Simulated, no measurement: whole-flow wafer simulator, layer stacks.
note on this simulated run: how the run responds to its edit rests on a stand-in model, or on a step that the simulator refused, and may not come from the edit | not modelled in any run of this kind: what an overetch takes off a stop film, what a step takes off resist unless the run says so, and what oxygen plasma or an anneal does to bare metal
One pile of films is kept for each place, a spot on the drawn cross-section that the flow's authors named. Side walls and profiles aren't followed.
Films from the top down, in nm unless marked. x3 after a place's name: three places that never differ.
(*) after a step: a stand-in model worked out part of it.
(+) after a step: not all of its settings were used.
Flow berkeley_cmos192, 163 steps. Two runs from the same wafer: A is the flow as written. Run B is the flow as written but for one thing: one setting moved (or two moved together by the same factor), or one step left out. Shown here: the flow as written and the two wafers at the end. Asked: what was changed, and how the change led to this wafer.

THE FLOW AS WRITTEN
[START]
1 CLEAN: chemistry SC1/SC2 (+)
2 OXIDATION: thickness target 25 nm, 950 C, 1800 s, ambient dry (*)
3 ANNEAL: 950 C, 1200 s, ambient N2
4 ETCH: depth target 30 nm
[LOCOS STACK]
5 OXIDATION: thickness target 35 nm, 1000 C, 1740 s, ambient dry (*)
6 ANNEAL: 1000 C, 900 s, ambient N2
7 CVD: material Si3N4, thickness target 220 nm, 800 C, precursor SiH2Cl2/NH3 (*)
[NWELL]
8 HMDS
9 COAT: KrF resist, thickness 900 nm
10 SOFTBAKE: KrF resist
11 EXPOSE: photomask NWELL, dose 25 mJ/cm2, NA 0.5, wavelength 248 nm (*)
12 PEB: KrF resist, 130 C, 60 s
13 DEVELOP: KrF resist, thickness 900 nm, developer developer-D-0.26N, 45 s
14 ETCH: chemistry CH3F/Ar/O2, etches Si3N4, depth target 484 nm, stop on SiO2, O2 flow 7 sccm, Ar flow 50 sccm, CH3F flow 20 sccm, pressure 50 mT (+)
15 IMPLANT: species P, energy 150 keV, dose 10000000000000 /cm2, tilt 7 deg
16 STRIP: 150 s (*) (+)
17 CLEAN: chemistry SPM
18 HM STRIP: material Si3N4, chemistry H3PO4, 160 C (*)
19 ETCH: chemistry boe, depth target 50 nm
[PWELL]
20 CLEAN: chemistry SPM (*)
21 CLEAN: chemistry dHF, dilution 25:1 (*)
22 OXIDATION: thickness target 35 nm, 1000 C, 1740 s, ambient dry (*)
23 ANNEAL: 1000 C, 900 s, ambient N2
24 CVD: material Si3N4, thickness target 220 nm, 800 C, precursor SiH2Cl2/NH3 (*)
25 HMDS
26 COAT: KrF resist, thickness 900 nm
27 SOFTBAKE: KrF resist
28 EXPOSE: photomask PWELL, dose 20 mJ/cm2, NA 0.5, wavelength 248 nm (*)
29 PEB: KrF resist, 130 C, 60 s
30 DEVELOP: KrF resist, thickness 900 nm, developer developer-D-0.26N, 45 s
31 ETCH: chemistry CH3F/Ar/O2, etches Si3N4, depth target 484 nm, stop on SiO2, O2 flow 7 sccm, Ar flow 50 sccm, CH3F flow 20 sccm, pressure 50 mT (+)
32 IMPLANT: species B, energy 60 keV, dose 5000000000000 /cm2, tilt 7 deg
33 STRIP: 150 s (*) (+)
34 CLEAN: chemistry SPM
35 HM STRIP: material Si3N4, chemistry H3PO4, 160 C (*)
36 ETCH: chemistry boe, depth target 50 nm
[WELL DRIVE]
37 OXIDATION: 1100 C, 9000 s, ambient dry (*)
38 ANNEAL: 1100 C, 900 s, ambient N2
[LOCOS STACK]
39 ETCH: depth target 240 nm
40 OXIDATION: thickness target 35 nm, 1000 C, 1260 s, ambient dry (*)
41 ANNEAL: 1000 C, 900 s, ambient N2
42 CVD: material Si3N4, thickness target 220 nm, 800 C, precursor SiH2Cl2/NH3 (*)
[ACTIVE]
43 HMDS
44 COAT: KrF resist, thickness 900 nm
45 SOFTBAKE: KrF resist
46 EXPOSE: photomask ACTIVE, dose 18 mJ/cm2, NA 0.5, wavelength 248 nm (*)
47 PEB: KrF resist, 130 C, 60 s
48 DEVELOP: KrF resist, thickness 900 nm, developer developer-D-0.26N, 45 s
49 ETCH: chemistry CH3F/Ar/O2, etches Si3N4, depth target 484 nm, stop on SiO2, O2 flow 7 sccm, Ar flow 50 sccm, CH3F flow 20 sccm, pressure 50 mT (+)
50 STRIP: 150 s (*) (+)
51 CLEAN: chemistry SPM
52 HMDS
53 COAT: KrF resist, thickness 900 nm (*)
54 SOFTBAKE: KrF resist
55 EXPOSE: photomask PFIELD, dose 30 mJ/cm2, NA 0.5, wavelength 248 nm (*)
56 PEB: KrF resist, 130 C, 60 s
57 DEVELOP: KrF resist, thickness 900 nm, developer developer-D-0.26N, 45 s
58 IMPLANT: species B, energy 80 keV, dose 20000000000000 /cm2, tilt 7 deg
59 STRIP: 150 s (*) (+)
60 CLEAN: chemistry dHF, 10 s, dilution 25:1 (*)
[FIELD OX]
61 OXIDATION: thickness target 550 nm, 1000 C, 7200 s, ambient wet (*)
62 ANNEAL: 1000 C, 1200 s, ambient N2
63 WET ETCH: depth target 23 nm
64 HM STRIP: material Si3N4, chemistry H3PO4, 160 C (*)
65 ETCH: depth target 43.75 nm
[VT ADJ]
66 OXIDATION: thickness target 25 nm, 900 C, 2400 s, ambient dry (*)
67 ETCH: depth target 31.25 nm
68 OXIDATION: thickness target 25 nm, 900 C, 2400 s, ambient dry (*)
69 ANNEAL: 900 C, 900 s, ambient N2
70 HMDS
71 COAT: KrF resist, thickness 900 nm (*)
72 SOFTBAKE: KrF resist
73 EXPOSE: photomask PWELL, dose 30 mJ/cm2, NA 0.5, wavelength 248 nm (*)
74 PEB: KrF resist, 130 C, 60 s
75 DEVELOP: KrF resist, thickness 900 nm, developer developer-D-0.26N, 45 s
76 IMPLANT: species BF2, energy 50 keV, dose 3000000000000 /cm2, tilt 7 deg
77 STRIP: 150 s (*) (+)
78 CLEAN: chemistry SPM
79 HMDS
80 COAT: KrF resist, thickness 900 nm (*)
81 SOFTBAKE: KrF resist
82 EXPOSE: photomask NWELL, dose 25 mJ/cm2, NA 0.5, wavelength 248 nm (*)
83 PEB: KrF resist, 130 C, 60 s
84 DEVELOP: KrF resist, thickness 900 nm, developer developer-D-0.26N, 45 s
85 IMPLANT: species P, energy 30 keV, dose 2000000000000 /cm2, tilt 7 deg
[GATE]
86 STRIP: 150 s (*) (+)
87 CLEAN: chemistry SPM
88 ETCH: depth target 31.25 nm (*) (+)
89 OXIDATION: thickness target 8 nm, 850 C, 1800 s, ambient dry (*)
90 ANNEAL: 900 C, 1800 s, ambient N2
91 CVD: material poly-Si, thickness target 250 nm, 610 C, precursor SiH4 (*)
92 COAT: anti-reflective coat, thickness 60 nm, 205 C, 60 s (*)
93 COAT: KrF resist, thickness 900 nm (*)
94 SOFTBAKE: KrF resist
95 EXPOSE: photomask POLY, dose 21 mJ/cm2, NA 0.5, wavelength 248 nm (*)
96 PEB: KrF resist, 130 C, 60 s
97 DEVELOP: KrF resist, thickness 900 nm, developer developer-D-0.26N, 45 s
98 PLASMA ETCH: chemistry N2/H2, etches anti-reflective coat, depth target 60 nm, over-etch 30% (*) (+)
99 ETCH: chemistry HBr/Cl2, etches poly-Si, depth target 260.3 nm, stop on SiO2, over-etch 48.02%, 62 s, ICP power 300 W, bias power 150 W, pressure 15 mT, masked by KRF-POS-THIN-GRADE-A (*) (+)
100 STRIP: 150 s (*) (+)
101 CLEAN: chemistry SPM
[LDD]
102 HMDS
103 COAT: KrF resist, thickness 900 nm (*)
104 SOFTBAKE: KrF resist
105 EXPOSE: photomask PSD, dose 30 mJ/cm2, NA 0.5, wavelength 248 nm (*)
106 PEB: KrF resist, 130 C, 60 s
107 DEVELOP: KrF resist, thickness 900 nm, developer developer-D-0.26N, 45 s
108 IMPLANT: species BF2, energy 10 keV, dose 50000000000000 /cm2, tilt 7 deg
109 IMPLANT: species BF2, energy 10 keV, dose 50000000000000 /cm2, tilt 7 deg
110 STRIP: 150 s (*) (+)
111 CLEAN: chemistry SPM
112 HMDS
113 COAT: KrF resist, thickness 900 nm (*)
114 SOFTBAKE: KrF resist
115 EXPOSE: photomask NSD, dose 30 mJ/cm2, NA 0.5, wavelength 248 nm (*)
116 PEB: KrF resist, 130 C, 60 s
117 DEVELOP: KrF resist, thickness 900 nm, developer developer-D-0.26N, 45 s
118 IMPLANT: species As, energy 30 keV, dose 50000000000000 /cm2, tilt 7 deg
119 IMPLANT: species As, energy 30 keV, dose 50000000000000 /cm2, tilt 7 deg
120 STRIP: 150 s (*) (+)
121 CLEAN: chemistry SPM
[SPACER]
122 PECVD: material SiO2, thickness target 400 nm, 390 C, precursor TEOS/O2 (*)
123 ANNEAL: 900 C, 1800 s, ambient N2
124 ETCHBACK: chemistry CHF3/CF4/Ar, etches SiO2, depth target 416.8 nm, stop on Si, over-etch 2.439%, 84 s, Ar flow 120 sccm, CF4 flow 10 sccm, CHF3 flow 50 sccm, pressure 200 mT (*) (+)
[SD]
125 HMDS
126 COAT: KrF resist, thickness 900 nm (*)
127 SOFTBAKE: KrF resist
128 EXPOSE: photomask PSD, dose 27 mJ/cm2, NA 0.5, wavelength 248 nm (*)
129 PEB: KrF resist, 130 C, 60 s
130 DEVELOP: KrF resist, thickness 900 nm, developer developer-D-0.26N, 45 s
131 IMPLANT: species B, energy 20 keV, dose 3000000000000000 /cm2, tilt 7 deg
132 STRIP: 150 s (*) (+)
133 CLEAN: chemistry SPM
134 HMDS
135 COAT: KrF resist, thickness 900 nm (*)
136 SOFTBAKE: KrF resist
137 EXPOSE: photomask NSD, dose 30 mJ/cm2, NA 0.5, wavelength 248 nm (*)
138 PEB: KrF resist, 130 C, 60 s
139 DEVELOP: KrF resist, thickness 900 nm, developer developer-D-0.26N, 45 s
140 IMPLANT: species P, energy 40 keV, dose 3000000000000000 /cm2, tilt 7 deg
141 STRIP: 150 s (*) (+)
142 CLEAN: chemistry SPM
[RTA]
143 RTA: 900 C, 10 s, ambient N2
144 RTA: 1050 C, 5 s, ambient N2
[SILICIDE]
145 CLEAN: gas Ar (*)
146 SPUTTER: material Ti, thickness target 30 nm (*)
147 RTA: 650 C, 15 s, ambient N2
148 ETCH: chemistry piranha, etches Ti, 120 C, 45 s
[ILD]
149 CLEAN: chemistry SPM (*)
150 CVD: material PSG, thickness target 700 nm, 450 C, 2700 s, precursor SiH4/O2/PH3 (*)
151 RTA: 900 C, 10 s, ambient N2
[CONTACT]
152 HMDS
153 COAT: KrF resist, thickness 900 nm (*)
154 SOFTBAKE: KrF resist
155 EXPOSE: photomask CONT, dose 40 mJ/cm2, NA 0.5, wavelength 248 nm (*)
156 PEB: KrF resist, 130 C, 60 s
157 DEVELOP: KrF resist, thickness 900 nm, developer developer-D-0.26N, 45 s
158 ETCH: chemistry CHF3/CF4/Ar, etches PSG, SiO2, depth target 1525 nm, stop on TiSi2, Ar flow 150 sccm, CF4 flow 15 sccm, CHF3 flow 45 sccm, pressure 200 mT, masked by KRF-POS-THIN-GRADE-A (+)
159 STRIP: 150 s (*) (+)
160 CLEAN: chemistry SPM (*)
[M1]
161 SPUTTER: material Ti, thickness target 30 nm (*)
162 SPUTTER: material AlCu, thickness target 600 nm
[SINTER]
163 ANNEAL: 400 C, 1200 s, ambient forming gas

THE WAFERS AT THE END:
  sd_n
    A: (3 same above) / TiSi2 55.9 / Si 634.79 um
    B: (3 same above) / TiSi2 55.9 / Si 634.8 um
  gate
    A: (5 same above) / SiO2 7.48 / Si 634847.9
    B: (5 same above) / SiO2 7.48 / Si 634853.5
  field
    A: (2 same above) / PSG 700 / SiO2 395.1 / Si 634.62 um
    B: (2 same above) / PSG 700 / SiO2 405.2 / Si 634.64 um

The cause: step 39, ETCH: depth target 158 nm was run, where the flow has depth target 240 nm.

How the change led to this, step by step:
  39 ETCH: depth target 240 nm
      field, sd_n, spacer_n and 6 more: A SiO2 -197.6 (all of it) | B SiO2 -158
  40 OXIDATION: thickness target 35 nm, 1000 C, 1260 s, ambient dry (*)
      field, sd_n, spacer_n and 6 more: A SiO2 +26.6 (new film), Si -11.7 | B SiO2 +17, Si -7.49
  61 OXIDATION: thickness target 550 nm, 1000 C, 7200 s, ambient wet (*)
      gate: A SiO2 +12.1 (new film), Si3N4 -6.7, SiO2 +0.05, Si -0.05 | B SiO2 +12.1 (new film), Si3N4 -6.7
      field: A SiO2 +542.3, Si -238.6 | B SiO2 +522.5, Si -229.9
      (and at 2 more places)
  65 ETCH: depth target 43.75 nm
      sd_n, spacer_n, gate, sd_p, spacer_p, gate_p, contact, m1: A SiO2 -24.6 (all of it) | B SiO2 -43.8
  66 OXIDATION: thickness target 25 nm, 900 C, 2400 s, ambient dry (*)
      spacer_n, gate, spacer_p, gate_p, contact, m1: A SiO2 +14.9 (new film), Si -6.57 | B SiO2 +11.8, Si -5.18
      sd_n: A SiO2 +14.9 (new film), Si -6.57 | B SiO2 +11.1, Si -4.87
      (and at 1 more place)
  67 ETCH: depth target 31.25 nm
      spacer_n, gate, spacer_p, gate_p, contact, m1: A SiO2 -14.9 (all of it) | B SiO2 -22.7 (all of it)
      sd_n, sd_p: A SiO2 -14.9 (all of it) | B SiO2 -25.7 (all of it)
  92 COAT: anti-reflective coat, thickness 60 nm, 205 C, 60 s (*)
      sd_n: A anti-reflective coat +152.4 (new film) | B anti-reflective coat +166.9 (new film)
      spacer_n: A anti-reflective coat +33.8 (new film) | B anti-reflective coat +28.9 (new film)
      (and at 6 more places)
  98 PLASMA ETCH: chemistry N2/H2, etches anti-reflective coat, depth target 60 nm, over-etch 30% (*) (+)
      sd_n: A anti-reflective coat -152.4 (all of it), poly-Si -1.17 | B anti-reflective coat -166.9 (all of it), poly-Si -1.28
      spacer_n: A anti-reflective coat -33.8 (all of it), poly-Si -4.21 | B anti-reflective coat -28.9 (all of it), poly-Si -4.82
      (and at 4 more places)
  100 STRIP: 150 s (*) (+)
      gate: A chemical SiO2 +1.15 (new film), KrF resist -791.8 (all of it), anti-reflective coat -30 (all of it), poly-Si -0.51 | B chemical SiO2 +1.15 (new film), KrF resist -807.3 (all of it), anti-reflective coat -24.8 (all of it), poly-Si -0.51
      gate_p: A chemical SiO2 +1.15 (new film), KrF resist -765.1 (all of it), anti-reflective coat -31 (all of it), poly-Si -0.51 | B chemical SiO2 +1.15 (new film), KrF resist -775.1 (all of it), anti-reflective coat -27.1 (all of it), poly-Si -0.51
  147 RTA: 650 C, 15 s, ambient N2
      sd_p: A Ti -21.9, TiSi first +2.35 (new film), TiSi2 C49 +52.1 (new film), Si -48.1 | B Ti -21.6, TiSi first +1.82 (new film), TiSi2 C49 +52.3 (new film), Si -47.9
  151 RTA: 900 C, 10 s, ambient N2
      sd_p: A under 1 film: TiSi2 +52.2 (new film), TiSi first -2.25 (all of it), TiSi2 C49 -52.1 (all of it), Si -1.5 | B under 1 film: TiSi2 +51.7 (new film), TiSi first -1.72 (all of it), TiSi2 C49 -52.3 (all of it), Si -1.14
